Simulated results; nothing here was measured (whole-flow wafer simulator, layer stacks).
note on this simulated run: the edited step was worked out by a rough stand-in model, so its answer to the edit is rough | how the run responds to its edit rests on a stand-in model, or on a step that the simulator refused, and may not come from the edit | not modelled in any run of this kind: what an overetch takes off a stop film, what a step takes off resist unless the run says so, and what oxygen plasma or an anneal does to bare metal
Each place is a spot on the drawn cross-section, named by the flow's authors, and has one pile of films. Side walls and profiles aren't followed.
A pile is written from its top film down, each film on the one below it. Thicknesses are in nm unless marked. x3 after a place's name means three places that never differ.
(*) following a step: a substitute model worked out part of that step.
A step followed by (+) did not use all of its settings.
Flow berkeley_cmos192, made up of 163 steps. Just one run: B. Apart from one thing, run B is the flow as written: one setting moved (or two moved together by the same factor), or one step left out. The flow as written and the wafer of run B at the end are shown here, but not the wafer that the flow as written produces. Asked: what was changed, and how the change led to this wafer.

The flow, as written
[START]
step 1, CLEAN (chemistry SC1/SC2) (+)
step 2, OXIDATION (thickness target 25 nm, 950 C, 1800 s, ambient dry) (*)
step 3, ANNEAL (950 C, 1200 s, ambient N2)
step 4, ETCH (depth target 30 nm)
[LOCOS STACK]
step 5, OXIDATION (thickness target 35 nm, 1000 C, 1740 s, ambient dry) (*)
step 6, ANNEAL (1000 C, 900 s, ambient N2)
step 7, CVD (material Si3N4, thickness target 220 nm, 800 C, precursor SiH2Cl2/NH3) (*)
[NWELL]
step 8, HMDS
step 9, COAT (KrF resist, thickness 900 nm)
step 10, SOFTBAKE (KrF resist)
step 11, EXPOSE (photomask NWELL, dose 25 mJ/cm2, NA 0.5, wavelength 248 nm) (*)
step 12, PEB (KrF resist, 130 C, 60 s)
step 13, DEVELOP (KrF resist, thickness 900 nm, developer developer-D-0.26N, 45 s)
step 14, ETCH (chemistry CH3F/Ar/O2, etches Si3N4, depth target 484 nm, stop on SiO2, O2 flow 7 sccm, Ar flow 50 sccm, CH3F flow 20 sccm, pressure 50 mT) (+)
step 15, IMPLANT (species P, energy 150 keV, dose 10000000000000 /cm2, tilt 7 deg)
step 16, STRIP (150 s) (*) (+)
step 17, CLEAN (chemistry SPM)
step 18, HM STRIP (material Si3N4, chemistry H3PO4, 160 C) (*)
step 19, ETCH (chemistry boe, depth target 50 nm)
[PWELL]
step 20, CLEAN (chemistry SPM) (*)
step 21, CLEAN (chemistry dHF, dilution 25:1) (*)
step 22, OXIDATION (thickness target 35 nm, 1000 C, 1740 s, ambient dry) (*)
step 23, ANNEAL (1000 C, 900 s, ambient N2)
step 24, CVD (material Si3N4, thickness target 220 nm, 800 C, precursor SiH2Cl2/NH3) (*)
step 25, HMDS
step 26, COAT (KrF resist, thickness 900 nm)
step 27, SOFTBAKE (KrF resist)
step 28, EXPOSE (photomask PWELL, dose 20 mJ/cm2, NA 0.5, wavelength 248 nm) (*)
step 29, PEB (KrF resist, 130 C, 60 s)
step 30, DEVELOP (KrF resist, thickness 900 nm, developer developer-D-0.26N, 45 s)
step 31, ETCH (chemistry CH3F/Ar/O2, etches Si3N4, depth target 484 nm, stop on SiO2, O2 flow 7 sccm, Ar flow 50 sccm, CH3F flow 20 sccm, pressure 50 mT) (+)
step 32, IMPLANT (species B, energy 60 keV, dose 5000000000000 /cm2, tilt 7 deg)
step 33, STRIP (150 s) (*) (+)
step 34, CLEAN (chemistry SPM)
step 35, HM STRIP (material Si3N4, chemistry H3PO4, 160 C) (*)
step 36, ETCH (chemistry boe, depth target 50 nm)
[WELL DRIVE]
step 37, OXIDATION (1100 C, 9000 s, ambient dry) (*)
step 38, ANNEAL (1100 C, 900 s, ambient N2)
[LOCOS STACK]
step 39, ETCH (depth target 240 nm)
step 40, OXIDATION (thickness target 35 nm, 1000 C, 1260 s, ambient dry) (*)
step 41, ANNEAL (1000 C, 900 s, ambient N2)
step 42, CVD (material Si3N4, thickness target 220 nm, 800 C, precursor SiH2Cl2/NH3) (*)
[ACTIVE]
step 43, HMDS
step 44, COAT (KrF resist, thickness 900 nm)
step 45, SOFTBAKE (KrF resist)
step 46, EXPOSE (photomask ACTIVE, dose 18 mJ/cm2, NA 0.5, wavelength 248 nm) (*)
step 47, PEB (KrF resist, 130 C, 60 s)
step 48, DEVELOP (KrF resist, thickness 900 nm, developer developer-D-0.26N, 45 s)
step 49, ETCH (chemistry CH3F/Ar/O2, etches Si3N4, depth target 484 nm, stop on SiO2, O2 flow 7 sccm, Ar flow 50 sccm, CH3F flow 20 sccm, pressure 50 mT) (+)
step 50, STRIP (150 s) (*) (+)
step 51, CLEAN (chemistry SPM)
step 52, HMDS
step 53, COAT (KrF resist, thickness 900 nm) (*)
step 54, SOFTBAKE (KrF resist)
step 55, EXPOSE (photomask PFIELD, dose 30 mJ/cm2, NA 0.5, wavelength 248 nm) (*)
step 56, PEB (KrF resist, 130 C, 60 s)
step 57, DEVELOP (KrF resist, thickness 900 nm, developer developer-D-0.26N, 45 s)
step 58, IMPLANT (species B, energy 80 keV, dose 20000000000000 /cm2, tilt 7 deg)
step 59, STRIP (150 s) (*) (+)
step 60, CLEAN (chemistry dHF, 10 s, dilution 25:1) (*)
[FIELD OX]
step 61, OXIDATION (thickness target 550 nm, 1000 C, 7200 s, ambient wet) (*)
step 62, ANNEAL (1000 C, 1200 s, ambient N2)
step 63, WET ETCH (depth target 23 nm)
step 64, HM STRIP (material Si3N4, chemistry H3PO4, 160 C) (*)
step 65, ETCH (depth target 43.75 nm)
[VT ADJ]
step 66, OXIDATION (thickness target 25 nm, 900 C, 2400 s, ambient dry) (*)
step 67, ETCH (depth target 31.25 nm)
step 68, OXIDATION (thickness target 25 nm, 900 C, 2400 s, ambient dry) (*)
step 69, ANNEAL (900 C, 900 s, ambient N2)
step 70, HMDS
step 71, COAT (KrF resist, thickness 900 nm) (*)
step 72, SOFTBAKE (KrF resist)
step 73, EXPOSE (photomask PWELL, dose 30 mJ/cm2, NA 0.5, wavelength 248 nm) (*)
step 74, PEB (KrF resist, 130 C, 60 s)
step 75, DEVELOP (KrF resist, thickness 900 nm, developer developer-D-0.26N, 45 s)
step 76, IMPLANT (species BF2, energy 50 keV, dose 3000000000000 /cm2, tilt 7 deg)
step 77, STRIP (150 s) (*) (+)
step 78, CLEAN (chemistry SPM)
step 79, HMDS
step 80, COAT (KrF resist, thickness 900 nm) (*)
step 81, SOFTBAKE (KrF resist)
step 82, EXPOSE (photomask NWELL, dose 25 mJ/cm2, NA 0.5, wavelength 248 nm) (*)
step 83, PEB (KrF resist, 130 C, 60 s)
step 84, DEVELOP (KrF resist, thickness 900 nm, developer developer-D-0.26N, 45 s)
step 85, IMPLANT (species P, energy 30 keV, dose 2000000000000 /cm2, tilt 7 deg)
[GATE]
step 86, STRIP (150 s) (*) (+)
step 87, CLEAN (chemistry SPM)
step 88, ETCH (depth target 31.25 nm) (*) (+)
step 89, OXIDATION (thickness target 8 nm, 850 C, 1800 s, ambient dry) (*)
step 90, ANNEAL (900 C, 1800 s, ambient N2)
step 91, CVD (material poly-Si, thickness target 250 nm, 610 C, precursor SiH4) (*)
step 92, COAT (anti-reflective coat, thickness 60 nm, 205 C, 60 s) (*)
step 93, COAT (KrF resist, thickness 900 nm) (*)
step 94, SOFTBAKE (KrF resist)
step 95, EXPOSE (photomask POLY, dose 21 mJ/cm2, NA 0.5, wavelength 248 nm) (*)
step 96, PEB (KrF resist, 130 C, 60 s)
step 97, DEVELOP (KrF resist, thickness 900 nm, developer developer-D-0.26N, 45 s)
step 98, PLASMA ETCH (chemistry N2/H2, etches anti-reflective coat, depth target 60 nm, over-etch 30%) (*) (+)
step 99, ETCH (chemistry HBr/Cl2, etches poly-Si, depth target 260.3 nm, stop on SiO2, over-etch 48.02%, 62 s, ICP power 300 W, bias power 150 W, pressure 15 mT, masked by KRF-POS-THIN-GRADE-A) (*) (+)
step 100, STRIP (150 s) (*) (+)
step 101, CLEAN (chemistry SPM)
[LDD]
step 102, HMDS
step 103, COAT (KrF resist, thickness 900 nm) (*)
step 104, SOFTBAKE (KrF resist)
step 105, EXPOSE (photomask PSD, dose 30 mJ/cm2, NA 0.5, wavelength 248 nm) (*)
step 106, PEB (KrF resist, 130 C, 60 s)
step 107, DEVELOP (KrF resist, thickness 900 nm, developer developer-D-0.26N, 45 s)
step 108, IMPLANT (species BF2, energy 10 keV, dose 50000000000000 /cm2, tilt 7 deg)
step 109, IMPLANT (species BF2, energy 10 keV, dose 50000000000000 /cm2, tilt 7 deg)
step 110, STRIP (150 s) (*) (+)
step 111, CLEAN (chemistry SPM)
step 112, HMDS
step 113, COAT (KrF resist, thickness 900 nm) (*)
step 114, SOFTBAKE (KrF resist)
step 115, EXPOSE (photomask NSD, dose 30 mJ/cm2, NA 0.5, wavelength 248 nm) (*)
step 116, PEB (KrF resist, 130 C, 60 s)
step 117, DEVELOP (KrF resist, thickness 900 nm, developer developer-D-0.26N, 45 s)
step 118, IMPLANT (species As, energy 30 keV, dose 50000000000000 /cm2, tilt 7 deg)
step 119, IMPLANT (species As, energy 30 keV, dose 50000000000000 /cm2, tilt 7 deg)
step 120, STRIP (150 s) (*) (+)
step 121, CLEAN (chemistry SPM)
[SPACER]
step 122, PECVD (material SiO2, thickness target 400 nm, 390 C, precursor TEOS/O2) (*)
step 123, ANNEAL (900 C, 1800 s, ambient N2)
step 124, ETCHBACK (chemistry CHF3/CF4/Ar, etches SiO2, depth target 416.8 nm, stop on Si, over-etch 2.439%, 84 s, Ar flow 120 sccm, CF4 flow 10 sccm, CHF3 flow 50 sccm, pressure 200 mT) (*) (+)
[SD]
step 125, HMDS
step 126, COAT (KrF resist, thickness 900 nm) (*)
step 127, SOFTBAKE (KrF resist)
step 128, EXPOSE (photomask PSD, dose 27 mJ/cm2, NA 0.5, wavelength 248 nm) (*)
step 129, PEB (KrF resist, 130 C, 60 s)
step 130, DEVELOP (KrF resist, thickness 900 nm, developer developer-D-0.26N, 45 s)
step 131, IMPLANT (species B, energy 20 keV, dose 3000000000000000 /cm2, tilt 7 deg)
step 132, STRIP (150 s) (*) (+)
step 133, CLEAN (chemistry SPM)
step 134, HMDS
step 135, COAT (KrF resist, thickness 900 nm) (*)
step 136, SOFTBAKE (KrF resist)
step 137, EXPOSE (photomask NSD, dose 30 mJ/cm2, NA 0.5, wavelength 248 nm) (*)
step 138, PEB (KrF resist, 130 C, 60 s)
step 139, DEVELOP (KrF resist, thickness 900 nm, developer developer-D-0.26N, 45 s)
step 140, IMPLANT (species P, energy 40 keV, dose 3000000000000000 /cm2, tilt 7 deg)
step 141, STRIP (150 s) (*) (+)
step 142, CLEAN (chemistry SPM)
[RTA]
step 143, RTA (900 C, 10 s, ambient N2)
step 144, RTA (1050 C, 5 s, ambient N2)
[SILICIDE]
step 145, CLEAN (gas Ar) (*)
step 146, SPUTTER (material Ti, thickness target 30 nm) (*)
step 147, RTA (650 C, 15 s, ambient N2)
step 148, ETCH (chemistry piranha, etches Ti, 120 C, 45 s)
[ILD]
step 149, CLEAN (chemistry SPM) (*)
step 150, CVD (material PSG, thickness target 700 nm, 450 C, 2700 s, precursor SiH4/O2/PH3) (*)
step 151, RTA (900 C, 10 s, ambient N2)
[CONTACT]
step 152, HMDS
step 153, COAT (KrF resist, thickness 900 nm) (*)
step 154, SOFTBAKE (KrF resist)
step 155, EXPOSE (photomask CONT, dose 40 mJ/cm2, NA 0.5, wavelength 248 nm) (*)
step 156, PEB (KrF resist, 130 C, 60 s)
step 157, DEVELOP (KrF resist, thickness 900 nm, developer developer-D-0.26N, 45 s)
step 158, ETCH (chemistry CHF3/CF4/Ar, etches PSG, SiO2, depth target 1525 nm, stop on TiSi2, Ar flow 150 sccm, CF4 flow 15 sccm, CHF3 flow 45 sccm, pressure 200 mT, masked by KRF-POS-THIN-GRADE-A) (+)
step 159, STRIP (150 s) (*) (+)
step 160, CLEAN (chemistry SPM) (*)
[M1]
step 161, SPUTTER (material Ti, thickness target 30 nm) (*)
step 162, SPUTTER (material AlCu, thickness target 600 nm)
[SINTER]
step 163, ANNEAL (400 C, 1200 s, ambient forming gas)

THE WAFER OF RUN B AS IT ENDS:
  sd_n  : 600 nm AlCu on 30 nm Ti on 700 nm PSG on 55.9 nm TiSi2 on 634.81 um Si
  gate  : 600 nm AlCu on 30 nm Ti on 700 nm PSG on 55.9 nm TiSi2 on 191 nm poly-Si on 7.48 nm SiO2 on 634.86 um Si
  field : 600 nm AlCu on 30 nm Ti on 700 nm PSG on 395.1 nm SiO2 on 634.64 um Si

The reason: step 5, OXIDATION: 800 C was run, whereas the flow has 1000 C.

Step by step, how the change led to this:
  step 5, OXIDATION (thickness target 35 nm, 1000 C, 1740 s, ambient dry) (*)
      field, sd_n, spacer_n and 6 more: SiO2 gains 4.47 (new film), Si loses 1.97 (in the flow as written it would be: SiO2 gains 31.6 (new film), Si loses 13.9)
  step 18, HM STRIP (material Si3N4, chemistry H3PO4, 160 C) (*)
      sd_p, spacer_p, gate_p: chemical SiO2 gains 0.5 (new film), SiO2 loses 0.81 (all of it), Si loses 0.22 (in the flow as written it would be: SiO2 loses 9.42)
  step 19, ETCH (chemistry boe, depth target 50 nm)
      sd_p, spacer_p, gate_p: chemical SiO2 loses 0.5 (all of it) (in the flow as written it would be: SiO2 loses 18.5 (all of it))
      field, sd_n, spacer_n, gate, contact, m1: SiO2 loses 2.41 (all of it) (in the flow as written it would be: SiO2 loses 29.6 (all of it))
